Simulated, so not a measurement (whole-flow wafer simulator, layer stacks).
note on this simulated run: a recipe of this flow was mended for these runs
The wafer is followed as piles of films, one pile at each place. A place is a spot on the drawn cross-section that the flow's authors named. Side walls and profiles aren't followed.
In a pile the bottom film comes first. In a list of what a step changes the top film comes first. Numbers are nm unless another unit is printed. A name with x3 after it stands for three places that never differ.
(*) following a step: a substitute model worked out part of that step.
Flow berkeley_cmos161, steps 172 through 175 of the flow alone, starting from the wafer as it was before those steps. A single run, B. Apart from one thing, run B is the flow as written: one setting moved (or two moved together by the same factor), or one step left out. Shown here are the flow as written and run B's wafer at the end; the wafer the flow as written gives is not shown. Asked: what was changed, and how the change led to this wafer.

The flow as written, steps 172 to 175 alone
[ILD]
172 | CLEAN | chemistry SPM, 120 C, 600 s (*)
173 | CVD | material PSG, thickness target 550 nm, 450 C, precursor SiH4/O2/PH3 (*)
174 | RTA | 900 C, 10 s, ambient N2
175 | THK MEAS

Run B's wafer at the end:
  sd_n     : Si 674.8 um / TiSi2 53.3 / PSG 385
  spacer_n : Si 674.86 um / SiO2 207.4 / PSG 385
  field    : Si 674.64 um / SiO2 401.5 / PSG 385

The reason: step 173, CVD: thickness target 385 nm was run, whereas the flow has thickness target 550 nm.
The wafer lets one read it off: sd_n has PSG 385, and step 173 as written asks for 550 nm.

The path from the change to this, step by step:
  173 | CVD | material PSG, thickness target 550 nm, 450 C, precursor SiH4/O2/PH3 (*)
      field, sd_n, spacer_n, gate_n, spacer_p, gate_p, contact x2: PSG gains 385 (new film) (in the flow as written it would be: PSG gains 550 (new film))
      sd_p: PSG gains 367.2 (new film) (in the flow as written it would be: PSG gains 522.4 (new film))
